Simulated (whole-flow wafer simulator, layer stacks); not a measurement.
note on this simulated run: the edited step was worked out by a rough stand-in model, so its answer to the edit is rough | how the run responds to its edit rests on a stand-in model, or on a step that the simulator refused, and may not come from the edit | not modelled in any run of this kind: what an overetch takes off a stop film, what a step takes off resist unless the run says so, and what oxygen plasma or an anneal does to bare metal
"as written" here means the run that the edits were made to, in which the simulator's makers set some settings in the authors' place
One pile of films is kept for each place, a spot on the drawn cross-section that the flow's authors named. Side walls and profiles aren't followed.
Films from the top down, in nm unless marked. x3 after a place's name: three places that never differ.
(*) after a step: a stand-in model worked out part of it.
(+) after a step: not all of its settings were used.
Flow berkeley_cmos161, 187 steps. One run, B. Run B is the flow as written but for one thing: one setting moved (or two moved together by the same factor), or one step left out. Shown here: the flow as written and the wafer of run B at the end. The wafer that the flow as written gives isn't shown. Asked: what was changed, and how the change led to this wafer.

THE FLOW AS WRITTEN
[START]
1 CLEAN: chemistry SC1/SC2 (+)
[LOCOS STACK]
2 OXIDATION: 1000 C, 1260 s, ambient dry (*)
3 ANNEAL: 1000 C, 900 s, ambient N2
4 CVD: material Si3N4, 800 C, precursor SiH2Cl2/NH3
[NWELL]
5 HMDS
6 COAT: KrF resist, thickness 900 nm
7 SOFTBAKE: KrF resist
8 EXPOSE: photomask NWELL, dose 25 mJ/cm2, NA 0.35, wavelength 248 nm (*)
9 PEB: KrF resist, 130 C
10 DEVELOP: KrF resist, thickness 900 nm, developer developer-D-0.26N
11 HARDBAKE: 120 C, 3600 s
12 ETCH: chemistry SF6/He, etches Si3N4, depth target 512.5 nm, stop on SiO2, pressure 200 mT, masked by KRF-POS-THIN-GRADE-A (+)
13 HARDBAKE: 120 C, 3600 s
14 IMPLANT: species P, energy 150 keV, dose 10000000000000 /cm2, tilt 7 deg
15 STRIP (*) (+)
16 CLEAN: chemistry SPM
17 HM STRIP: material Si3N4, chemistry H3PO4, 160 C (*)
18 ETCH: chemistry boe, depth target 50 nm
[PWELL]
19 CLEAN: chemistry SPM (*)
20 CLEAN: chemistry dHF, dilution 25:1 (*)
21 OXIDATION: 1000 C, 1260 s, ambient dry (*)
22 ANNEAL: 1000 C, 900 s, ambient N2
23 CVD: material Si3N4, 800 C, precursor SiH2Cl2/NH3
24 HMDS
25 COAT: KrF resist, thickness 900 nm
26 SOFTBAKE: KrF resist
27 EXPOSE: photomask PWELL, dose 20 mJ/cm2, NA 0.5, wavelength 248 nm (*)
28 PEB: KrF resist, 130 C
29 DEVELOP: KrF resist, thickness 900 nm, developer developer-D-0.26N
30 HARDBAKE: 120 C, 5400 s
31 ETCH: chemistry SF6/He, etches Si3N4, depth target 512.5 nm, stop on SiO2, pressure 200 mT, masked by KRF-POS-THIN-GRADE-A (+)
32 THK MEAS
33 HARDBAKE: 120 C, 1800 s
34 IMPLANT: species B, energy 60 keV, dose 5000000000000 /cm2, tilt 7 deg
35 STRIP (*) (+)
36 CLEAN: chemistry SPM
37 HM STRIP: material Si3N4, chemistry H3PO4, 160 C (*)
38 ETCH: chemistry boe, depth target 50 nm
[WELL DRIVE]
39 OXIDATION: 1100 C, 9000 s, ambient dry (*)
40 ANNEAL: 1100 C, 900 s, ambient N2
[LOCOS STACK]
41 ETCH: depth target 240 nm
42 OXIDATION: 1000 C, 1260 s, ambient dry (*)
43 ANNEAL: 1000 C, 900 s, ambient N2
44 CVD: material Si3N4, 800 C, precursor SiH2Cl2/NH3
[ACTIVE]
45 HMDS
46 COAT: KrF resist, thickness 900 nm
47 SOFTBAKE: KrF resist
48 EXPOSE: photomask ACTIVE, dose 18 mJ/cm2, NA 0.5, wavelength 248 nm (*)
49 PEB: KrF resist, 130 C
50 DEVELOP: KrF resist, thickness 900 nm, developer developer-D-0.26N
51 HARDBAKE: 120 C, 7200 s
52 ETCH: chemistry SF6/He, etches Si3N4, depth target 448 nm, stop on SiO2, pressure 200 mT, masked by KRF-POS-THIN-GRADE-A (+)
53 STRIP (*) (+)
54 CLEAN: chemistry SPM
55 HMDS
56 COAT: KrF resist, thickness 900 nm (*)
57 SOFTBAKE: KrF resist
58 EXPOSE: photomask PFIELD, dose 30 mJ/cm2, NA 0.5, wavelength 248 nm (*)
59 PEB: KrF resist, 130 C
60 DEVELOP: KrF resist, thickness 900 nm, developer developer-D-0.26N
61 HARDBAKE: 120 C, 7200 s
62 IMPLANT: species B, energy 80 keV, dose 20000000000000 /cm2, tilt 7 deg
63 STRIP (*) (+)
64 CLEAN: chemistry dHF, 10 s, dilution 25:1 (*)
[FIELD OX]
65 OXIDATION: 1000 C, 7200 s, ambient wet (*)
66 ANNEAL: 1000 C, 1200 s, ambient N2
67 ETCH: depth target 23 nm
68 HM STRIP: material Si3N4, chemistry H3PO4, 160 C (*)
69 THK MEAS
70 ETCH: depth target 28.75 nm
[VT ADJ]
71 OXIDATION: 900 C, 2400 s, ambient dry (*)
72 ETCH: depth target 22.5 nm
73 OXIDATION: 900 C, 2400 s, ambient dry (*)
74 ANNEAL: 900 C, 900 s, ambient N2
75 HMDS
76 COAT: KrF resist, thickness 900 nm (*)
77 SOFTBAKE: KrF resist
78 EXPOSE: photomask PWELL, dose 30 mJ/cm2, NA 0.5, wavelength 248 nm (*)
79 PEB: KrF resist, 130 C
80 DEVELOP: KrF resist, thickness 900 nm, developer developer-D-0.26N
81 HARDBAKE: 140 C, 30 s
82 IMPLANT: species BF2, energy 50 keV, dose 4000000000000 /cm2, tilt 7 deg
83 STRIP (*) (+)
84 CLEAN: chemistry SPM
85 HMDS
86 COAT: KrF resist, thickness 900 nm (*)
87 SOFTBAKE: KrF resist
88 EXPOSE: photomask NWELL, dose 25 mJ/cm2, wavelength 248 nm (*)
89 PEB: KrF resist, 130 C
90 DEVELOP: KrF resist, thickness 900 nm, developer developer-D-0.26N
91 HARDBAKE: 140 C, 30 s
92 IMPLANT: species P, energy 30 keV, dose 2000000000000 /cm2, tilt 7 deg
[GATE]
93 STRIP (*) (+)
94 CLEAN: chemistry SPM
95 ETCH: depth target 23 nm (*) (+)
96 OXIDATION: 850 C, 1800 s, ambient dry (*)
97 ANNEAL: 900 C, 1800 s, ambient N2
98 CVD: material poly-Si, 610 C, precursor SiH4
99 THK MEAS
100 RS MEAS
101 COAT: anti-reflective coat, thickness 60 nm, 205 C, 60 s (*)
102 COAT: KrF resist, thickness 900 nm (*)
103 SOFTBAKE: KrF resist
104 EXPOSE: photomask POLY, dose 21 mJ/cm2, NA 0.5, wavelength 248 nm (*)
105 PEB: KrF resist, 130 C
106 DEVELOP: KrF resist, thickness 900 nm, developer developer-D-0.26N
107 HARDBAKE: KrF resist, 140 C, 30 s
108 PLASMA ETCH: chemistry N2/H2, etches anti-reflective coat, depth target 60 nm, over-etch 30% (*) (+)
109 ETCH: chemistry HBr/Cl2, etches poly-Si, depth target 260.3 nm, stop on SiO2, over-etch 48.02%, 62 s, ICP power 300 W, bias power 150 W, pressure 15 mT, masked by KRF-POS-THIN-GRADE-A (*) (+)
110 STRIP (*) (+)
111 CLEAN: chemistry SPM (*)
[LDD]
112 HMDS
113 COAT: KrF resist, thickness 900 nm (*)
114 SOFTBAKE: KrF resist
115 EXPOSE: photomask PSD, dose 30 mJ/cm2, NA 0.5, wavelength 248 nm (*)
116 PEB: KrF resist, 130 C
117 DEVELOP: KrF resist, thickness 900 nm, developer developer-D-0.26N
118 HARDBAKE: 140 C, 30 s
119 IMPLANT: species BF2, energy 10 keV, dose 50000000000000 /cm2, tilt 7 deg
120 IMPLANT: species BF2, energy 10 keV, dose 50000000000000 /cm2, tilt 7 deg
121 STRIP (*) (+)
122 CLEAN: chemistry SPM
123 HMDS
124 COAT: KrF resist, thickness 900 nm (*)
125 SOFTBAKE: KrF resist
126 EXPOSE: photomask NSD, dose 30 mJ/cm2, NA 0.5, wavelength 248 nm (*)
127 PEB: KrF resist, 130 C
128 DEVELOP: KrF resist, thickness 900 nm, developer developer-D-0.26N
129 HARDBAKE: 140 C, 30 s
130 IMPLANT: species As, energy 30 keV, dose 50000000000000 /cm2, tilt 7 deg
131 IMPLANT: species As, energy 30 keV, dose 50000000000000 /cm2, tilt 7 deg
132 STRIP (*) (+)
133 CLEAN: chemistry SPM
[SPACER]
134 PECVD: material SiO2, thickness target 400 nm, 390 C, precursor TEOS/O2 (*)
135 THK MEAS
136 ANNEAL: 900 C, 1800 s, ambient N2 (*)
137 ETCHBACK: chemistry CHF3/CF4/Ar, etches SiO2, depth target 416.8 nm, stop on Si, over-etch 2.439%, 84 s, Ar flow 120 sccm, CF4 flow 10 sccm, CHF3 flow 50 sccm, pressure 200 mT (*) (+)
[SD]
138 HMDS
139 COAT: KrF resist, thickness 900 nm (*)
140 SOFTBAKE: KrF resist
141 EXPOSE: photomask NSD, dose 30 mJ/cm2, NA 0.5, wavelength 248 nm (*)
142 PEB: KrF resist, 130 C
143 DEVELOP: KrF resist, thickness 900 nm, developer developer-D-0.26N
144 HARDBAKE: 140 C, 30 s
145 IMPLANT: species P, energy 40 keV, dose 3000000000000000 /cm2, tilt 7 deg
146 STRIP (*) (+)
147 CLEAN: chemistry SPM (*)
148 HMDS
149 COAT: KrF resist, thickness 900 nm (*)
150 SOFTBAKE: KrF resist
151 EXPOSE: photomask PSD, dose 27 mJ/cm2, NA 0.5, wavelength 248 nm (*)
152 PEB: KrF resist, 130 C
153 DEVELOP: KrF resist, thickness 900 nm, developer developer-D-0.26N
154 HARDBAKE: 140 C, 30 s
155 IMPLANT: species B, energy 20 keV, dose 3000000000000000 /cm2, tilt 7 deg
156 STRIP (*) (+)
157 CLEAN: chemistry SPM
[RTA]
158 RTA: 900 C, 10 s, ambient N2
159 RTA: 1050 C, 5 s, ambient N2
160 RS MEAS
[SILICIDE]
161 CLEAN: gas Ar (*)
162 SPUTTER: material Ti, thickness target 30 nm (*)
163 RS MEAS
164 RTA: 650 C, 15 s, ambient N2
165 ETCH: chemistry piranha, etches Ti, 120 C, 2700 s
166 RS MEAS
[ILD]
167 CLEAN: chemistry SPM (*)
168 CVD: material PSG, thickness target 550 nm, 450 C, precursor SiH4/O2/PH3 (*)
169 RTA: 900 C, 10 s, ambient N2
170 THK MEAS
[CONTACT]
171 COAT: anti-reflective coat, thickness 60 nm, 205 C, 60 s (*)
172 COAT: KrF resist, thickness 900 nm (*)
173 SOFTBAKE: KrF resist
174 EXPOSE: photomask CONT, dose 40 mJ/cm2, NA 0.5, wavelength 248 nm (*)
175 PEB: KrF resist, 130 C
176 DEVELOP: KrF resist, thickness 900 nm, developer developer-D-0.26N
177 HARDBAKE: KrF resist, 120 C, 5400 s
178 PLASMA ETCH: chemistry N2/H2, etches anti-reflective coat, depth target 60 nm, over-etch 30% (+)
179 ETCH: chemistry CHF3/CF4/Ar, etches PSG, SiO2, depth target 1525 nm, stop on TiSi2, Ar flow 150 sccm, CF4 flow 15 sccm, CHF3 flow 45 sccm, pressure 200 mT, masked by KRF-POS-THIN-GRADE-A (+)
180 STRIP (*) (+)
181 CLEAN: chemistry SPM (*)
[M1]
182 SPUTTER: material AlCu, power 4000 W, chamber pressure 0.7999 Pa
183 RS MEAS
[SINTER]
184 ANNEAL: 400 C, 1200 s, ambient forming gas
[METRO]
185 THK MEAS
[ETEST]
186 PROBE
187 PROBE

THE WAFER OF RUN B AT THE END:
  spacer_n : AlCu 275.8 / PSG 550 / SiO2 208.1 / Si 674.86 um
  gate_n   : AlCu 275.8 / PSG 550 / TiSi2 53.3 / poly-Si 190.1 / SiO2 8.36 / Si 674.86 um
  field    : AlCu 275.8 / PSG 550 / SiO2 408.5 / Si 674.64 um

The cause: step 96, OXIDATION: 2160 s was run, where the flow has 1800 s.

How the change led to this, step by step:
  96 OXIDATION: 850 C, 1800 s, ambient dry (*)
      sd_n, spacer_n, gate_n, sd_p, spacer_p, gate_p, contact, m1: SiO2 +8.36 (new film), Si -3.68 (as written it would be: SiO2 +7.48 (new film), Si -3.29)
